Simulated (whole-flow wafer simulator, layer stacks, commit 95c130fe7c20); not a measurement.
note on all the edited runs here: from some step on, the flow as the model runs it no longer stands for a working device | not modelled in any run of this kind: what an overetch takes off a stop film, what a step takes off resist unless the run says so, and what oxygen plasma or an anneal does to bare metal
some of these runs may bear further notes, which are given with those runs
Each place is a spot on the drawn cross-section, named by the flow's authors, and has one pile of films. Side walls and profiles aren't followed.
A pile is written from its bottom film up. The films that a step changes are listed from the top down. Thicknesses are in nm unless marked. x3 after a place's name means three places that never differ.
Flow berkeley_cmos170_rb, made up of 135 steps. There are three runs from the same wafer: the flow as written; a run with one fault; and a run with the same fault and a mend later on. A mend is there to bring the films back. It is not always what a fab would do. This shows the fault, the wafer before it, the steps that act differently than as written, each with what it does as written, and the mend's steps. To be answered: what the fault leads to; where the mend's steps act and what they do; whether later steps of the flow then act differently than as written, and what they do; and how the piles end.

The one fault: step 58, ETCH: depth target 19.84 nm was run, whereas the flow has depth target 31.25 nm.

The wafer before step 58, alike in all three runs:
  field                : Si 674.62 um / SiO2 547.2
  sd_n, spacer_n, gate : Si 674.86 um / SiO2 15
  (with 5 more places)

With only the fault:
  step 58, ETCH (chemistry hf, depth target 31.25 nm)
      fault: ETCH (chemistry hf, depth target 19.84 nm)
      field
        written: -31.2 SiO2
        fault: -19.8 SiO2
  Later steps of the flow acting differently than as written (not shown: 31 more steps that differ only slightly, by at most 2% or 0.5 nm, whichever is larger):
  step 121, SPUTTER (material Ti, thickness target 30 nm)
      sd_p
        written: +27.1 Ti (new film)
        fault: +25.3 Ti (new film)
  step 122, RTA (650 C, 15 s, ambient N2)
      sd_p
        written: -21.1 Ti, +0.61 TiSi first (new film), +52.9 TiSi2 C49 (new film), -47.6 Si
        fault: -19.7 Ti, +50.2 TiSi2 C49 (new film), -44.8 Si
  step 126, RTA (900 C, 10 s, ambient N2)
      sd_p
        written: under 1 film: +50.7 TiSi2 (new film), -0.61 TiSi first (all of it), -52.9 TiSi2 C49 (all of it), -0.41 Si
        fault: under 1 film: +47.3 TiSi2 (new film), -50.2 TiSi2 C49 (all of it)
  The piles end different from the flow's at sd_p by more than 2% or 0.5 nm, whichever is larger.
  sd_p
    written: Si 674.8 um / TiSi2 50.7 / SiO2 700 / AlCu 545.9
    fault: Si 674.81 um / TiSi2 47.3 / SiO2 700 / AlCu 541.4

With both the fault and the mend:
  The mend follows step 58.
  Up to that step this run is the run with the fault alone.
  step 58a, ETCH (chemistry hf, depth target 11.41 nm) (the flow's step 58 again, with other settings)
      field
        -11.4 SiO2
  Every later step of the flow that is run acts as written, at every place that is followed, to within 2% or 0.5 nm, whichever is larger.
  The piles end the same as the flow's at every place that both follow.
